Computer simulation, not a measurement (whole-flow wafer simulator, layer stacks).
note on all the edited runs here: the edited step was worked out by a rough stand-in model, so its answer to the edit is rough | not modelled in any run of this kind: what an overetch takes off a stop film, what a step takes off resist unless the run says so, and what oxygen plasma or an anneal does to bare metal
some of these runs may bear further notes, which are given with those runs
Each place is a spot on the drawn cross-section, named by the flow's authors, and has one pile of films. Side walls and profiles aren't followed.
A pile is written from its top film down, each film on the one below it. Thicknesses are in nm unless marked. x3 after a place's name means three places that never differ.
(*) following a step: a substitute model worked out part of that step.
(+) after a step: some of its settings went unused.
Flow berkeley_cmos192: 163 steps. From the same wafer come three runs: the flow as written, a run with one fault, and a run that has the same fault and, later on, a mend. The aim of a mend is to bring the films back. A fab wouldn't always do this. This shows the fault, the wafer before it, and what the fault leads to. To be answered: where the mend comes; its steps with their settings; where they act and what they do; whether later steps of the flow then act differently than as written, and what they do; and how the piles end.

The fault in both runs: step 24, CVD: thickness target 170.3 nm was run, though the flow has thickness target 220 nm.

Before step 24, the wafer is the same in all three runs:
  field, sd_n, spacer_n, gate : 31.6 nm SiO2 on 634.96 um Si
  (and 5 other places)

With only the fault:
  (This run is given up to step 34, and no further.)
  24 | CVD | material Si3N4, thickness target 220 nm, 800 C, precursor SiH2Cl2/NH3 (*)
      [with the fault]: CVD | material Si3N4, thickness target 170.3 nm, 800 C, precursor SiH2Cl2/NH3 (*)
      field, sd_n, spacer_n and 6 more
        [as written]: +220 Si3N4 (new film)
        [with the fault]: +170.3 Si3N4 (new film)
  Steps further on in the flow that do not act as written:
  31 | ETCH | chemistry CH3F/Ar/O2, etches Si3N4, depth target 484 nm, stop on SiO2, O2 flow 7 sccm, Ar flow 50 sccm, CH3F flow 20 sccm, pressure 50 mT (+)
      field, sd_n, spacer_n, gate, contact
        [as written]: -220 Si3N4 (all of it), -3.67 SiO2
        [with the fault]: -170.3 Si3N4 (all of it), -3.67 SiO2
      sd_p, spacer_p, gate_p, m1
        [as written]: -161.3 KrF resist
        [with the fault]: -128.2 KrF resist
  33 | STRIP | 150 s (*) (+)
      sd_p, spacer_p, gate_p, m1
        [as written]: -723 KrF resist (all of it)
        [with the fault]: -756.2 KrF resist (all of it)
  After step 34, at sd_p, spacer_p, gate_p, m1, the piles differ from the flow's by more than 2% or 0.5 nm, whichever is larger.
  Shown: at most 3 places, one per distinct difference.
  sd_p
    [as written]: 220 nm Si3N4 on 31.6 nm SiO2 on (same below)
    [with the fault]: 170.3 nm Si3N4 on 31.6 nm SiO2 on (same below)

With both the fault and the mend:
  After step 24 comes the mend.
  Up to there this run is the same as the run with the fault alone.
  24a | ETCH | chemistry h3po4, depth target 195.8 nm
      field, sd_n, spacer_n and 6 more
        -170.3 Si3N4 (all of it)
  24b | CLEAN | chemistry SPM (a further turn of the flow's step 17)
      does not change any film at any place that is followed
  24c | CVD | material Si3N4, thickness target 220 nm, 800 C, precursor SiH2Cl2/NH3 (*) (a further turn of the flow's step 24)
      field, sd_n, spacer_n and 6 more
        +220 Si3N4 (new film)
  Every later step of the flow that is run acts as written at every place that is followed.
  At every place that both follow, the piles at the end match the flow's.
